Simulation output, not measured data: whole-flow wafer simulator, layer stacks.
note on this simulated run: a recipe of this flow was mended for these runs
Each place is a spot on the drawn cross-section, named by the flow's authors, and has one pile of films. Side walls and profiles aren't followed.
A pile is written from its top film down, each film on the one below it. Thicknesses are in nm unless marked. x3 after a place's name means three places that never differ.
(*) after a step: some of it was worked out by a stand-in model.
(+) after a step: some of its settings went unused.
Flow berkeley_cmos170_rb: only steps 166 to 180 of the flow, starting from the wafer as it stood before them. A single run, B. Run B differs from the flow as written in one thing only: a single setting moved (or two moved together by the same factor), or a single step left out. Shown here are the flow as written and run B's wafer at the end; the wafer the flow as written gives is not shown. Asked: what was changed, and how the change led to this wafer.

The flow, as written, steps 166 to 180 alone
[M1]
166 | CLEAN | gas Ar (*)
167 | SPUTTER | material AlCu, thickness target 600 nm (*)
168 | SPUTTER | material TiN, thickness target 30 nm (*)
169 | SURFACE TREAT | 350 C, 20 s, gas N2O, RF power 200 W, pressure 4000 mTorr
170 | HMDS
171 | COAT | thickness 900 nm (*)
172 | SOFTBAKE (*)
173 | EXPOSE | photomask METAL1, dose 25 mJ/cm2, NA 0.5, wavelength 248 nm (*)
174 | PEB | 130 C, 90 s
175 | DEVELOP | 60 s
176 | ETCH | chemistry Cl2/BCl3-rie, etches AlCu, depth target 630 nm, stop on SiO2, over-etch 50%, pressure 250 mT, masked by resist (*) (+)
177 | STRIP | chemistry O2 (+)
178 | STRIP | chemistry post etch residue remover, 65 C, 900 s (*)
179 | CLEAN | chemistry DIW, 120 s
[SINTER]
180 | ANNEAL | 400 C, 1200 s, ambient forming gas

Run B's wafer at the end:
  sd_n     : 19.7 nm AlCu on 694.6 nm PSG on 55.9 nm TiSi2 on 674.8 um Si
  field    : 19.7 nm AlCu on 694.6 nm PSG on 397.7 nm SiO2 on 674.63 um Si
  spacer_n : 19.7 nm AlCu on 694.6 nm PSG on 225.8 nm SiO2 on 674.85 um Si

Cause: step 167, SPUTTER: thickness target 937.5 nm was run, while the flow as written has thickness target 600 nm.

How this came from the change, step by step:
  167 | SPUTTER | material AlCu, thickness target 600 nm (*)
      field, sd_n, spacer_n, gate, spacer_p, gate_p, m1: AlCu gains 937.5 (new film) (it would be, as written: AlCu gains 600 (new film))
      sd_p: AlCu gains 877.2 (new film) (it would be, as written: AlCu gains 549.6 (new film))
      (as well as at 1 more place)
  168 | SPUTTER | material TiN, thickness target 30 nm (*)
      contact: TiN gains 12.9 (new film) (it would be, as written: TiN gains 16.3 (new film))
  171 | COAT | thickness 900 nm (*)
      contact: KrF-resist gains 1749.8 (new film) (it would be, as written: KrF-resist gains 1612.7 (new film))
  176 | ETCH | chemistry Cl2/BCl3-rie, etches AlCu, depth target 630 nm, stop on SiO2, over-etch 50%, pressure 250 mT, masked by resist (*) (+)
      field, sd_n, spacer_n, gate, spacer_p, gate_p: TiN loses 30 (all of it), AlCu loses 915 (it would be, as written: TiN loses 30 (all of it), AlCu loses 600 (all of it), PSG loses 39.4)
      sd_p: TiN loses 25.7 (all of it), AlCu loses 877.2 (all of it), PSG loses 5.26 (it would be, as written: TiN loses 25.8 (all of it), AlCu loses 549.6 (all of it), PSG loses 46.2)
  177 | STRIP | chemistry O2 (+)
      contact: KrF-resist loses 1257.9 (all of it) (it would be, as written: KrF-resist loses 1121.3 (all of it))
  178 | STRIP | chemistry post etch residue remover, 65 C, 900 s (*)
      field, sd_n, spacer_n, gate, spacer_p, gate_p: AlCu loses 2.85 (it would be, as written: nothing)
With metal films that touch counted as one body, sd_n has 1 body; the flow as written gives 0 bodies.
With metal films that touch counted as one body, field has 1 body; the flow as written gives 0 bodies.
With metal films that touch counted as one body, spacer_n has 1 body; the flow as written gives 0 bodies.
